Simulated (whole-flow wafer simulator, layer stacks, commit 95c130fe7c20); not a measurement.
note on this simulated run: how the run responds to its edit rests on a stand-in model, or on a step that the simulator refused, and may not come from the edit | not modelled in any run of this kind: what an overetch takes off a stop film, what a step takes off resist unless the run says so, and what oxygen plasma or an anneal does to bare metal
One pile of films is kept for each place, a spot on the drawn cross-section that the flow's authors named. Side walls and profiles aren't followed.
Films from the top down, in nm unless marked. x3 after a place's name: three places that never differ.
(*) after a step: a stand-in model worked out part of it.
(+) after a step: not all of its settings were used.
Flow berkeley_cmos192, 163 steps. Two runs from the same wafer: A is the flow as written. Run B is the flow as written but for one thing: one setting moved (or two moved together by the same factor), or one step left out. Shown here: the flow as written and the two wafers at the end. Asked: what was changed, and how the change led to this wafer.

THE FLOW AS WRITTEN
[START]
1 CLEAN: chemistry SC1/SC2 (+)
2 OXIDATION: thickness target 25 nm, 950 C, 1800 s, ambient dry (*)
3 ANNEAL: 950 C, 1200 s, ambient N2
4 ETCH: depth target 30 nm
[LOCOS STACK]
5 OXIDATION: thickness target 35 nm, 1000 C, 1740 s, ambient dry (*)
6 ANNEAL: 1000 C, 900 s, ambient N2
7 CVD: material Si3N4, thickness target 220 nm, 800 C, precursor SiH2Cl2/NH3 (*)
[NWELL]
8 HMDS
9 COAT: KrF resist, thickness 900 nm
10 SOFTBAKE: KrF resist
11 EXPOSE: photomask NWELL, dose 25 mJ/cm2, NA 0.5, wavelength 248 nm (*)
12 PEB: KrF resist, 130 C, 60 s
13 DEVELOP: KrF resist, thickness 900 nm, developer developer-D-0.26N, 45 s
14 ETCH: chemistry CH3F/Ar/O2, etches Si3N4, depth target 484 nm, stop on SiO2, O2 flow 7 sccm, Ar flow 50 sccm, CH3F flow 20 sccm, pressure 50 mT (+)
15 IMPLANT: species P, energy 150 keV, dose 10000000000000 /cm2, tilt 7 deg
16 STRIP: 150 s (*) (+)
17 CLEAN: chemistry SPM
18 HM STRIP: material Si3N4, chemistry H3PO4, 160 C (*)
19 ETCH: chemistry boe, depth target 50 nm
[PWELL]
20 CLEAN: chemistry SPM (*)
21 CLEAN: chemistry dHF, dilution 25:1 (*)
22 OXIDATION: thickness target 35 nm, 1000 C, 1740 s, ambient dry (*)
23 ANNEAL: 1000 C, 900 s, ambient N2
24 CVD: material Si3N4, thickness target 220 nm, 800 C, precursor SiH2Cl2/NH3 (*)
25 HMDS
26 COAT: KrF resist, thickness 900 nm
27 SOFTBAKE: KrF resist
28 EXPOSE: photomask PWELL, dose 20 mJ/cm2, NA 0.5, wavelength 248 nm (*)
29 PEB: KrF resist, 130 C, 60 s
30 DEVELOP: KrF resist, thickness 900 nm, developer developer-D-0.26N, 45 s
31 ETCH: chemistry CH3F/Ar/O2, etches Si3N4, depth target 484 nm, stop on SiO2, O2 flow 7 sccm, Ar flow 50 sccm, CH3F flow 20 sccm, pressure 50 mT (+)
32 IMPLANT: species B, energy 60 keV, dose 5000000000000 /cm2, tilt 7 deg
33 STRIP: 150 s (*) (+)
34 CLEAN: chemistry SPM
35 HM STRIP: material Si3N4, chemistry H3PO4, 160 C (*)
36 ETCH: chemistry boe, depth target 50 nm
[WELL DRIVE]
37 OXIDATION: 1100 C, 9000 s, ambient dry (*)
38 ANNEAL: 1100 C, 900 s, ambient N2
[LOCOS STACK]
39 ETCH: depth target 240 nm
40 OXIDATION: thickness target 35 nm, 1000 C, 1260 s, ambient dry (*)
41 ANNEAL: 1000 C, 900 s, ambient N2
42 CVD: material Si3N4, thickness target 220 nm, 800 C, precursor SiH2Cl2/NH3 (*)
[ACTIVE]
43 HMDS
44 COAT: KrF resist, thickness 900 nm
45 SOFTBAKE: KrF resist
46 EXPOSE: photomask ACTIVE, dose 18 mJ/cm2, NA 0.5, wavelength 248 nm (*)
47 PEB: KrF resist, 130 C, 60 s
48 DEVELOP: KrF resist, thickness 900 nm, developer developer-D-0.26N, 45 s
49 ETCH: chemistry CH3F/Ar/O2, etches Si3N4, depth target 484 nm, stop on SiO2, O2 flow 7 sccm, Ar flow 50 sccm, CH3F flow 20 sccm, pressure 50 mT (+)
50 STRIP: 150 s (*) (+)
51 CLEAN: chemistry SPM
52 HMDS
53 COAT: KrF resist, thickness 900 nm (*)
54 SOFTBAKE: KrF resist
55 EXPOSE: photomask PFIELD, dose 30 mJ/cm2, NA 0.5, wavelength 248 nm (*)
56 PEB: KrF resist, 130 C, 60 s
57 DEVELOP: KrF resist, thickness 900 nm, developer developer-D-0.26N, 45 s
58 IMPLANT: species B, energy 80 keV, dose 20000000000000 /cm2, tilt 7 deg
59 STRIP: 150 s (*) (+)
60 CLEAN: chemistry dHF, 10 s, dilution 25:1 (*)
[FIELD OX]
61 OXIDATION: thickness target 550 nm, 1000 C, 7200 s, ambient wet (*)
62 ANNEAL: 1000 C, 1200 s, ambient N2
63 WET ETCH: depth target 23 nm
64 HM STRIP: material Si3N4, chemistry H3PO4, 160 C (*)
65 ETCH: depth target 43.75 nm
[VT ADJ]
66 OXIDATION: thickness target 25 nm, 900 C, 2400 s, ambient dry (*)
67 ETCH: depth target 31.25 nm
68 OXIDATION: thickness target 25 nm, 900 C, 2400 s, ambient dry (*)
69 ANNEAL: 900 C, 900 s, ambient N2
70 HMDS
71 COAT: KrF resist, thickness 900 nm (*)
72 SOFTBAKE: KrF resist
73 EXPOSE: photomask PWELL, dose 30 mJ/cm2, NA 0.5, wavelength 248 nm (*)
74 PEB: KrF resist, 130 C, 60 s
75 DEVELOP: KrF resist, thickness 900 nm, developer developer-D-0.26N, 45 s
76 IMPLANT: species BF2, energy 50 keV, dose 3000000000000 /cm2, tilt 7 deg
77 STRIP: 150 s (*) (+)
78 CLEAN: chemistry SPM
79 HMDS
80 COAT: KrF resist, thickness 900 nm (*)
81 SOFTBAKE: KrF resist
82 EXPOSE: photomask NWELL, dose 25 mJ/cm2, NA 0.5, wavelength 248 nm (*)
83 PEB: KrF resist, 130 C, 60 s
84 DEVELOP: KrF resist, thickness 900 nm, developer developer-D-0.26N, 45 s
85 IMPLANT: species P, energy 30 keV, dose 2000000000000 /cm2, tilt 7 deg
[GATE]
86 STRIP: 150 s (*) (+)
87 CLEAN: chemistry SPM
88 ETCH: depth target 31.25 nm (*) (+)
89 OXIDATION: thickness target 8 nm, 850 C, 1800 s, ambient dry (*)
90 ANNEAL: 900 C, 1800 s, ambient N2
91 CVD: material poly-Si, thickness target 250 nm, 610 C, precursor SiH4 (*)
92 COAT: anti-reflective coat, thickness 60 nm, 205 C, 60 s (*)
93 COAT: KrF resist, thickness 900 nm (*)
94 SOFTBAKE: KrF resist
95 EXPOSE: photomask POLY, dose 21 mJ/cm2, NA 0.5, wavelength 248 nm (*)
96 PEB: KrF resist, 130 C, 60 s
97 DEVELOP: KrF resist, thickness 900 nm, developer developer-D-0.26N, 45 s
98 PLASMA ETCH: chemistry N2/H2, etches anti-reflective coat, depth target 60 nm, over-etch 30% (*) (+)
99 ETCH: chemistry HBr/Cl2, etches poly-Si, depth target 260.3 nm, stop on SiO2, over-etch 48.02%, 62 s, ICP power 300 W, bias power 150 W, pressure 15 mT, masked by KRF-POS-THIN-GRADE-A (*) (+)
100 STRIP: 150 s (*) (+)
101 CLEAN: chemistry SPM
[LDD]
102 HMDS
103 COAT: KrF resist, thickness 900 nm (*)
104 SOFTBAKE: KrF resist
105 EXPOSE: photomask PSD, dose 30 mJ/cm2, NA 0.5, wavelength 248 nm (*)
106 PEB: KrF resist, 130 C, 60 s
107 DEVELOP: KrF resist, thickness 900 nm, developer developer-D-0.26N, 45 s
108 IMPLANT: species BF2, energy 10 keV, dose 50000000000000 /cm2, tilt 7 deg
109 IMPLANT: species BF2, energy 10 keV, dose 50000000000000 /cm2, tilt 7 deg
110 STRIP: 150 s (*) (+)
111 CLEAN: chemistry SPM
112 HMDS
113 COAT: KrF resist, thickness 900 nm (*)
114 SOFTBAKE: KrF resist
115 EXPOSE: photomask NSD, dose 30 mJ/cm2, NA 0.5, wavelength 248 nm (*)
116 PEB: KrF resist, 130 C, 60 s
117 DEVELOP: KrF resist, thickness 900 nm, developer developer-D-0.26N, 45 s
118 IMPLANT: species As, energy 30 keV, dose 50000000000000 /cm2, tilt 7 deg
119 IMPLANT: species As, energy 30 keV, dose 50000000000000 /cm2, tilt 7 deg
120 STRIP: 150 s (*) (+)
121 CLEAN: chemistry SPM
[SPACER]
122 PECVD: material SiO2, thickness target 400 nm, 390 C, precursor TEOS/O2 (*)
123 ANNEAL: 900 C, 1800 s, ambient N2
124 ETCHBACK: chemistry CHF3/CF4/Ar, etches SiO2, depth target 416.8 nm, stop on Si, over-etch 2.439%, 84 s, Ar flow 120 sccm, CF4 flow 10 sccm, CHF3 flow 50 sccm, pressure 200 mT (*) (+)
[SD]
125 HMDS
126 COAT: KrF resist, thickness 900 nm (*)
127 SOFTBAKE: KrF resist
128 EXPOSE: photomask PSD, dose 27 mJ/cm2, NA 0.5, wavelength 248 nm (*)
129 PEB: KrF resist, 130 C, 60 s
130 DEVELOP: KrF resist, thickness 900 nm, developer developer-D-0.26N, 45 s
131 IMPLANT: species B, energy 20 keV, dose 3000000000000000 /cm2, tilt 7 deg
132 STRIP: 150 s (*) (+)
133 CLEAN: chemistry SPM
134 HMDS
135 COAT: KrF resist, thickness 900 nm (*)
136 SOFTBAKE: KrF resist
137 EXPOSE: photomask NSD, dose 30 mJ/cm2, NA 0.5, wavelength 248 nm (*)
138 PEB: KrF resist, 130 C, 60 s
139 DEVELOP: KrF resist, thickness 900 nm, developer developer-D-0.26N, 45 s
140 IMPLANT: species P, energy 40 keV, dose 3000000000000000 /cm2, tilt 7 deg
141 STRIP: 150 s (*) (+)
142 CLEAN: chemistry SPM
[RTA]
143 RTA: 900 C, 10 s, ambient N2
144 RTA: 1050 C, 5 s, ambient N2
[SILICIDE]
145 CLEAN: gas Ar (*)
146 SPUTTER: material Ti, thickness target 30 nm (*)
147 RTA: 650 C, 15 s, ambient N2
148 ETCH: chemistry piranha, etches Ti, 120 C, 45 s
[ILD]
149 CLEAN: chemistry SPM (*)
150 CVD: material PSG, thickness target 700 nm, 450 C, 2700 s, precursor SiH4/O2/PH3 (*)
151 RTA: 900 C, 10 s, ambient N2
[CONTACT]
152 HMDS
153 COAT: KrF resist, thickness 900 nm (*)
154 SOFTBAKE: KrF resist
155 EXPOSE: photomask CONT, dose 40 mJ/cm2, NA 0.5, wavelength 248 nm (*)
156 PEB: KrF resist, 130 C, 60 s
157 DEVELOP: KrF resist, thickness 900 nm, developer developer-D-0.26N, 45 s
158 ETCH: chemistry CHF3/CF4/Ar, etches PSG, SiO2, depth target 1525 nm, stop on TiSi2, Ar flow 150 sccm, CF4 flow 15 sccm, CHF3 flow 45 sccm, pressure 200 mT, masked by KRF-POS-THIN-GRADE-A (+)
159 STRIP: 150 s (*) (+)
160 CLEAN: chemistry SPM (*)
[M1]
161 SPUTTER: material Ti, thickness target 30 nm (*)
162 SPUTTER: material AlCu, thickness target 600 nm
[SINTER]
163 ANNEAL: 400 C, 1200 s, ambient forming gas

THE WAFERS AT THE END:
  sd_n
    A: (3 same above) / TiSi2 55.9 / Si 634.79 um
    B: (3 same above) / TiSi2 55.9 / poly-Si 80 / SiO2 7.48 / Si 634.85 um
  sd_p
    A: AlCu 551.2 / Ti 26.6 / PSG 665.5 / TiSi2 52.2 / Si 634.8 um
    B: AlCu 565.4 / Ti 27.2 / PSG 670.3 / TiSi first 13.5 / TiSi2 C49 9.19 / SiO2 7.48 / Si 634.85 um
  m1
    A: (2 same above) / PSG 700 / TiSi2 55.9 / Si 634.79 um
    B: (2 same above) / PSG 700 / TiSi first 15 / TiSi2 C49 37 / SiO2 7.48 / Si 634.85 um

The cause: step 98, PLASMA ETCH: chemistry N2/H2, etches anti-reflective coat, depth target 60 nm, over-etch 30% (*) (+), was left out.

How the change led to this, step by step:
  99 ETCH: chemistry HBr/Cl2, etches poly-Si, depth target 260.3 nm, stop on SiO2, over-etch 48.02%, 62 s, ICP power 300 W, bias power 150 W, pressure 15 mT, masked by KRF-POS-THIN-GRADE-A (*) (+)
      field: A poly-Si -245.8 (all of it), SiO2 -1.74 | B anti-reflective coat -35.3 (all of it), poly-Si -250 (all of it), SiO2 -0.36
      sd_n: A poly-Si -248.8 (all of it), SiO2 -1.51 | B anti-reflective coat -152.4 (all of it), poly-Si -110.9
      (and at 5 more places)
  100 STRIP: 150 s (*) (+)
      sd_n, sd_p, m1: A nothing | B chemical SiO2 +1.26 (new film), poly-Si -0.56
      gate: A chemical SiO2 +1.15 (new film), KrF resist -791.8 (all of it), anti-reflective coat -30 (all of it), poly-Si -0.51 | B chemical SiO2 +1.14 (new film), KrF resist -879.5 (all of it), anti-reflective coat -30 (all of it), poly-Si -0.5
      (and at 1 more place)
  103 COAT: KrF resist, thickness 900 nm (*)
      field: A KrF resist +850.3 (new film) | B KrF resist +879.8 (new film)
      sd_n: A KrF resist +1003.8 (new film) | B KrF resist +886.6 (new film)
      (and at 4 more places)
  107 DEVELOP: KrF resist, thickness 900 nm, developer developer-D-0.26N, 45 s
      gate_p: A KrF resist -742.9 (all of it) | B KrF resist -758.8 (all of it)
  110 STRIP: 150 s (*) (+)
      sd_n: A KrF resist -988 (all of it) | B KrF resist -871 (all of it), chemical SiO2 +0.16, poly-Si -0.07
      m1: A KrF resist -987.4 (all of it) | B KrF resist -953.6 (all of it), chemical SiO2 +0.16
      (and at 3 more places)
  113 COAT: KrF resist, thickness 900 nm (*)
      field: A KrF resist +850.4 (new film) | B KrF resist +879.8 (new film)
      sd_n: A KrF resist +1003.8 (new film) | B KrF resist +886.5 (new film)
      (and at 4 more places)
  117 DEVELOP: KrF resist, thickness 900 nm, developer developer-D-0.26N, 45 s
      sd_n: A KrF resist -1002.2 (all of it) | B KrF resist -885.1 (all of it)
      spacer_n: A KrF resist -997 (all of it) | B KrF resist -1051.2 (all of it)
      (and at 1 more place)
  120 STRIP: 150 s (*) (+)
      m1: A KrF resist -987.4 (all of it) | B KrF resist -953.6 (all of it), chemical SiO2 +0.12, poly-Si -0.05
      field: A KrF resist -834.8 (all of it) | B KrF resist -864.2 (all of it)
      (and at 1 more place)
  122 PECVD: material SiO2, thickness target 400 nm, 390 C, precursor TEOS/O2 (*)
      sd_n, m1: A SiO2 +400 | B SiO2 +400 (new film)
      sd_p: A SiO2 +385.5 | B SiO2 +387.4 (new film)
      (and at 1 more place)
  124 ETCHBACK: chemistry CHF3/CF4/Ar, etches SiO2, depth target 416.8 nm, stop on Si, over-etch 2.439%, 84 s, Ar flow 120 sccm, CF4 flow 10 sccm, CHF3 flow 50 sccm, pressure 200 mT (*) (+)
      sd_n: A SiO2 -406 (all of it) | B SiO2 -400 (all of it), chemical SiO2 -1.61 (all of it), poly-Si -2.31
      sd_p: A SiO2 -391.4 (all of it) | B SiO2 -387.4 (all of it), chemical SiO2 -1.61 (all of it), poly-Si -3.46
      (and at 2 more places)
  126 COAT: KrF resist, thickness 900 nm (*)
      field: A KrF resist +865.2 (new film) | B KrF resist +891.8 (new film)
      sd_n: A KrF resist +999.7 (new film) | B KrF resist +879.7 (new film)
      (and at 3 more places)
  132 STRIP: 150 s (*) (+)
      sd_n: A chemical SiO2 +1.13 (new film), KrF resist -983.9 (all of it), Si -0.5 | B chemical SiO2 +1.13 (new film), KrF resist -864.1 (all of it), poly-Si -0.5
      sd_p: A chemical SiO2 +1.26 (new film), Si -0.56 | B chemical SiO2 +1.26 (new film), poly-Si -0.56
      (and at 4 more places)
  135 COAT: KrF resist, thickness 900 nm (*)
      field: A KrF resist +865 (new film) | B KrF resist +891.8 (new film)
      sd_n: A KrF resist +999.2 (new film) | B KrF resist +879.3 (new film)
      (and at 3 more places)
  139 DEVELOP: KrF resist, thickness 900 nm, developer developer-D-0.26N, 45 s
      sd_n: A KrF resist -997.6 (all of it) | B KrF resist -877.9 (all of it)
      spacer_n: A KrF resist -789.9 (all of it) | B KrF resist -840.4 (all of it)
      (and at 1 more place)
  141 STRIP: 150 s (*) (+)
      m1: A KrF resist -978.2 (all of it), chemical SiO2 +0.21, Si -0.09 | B KrF resist -942.6 (all of it), chemical SiO2 +0.21, poly-Si -0.09
      field: A KrF resist -849.5 (all of it) | B KrF resist -876.2 (all of it)
  145 CLEAN: gas Ar (*)
      sd_n, sd_p: A chemical SiO2 -1.43 (all of it) | B chemical SiO2 -1.43 (all of it), poly-Si -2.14
      m1: A chemical SiO2 -1.34 (all of it) | B chemical SiO2 -1.34 (all of it), poly-Si -2.18
  ... 7 more steps ...
  162 SPUTTER: material AlCu, thickness target 600 nm
      sd_p: A AlCu +551.2 (new film) | B AlCu +565.4 (new film)
      contact: A AlCu +410.9 (new film) | B AlCu +396.9 (new film)
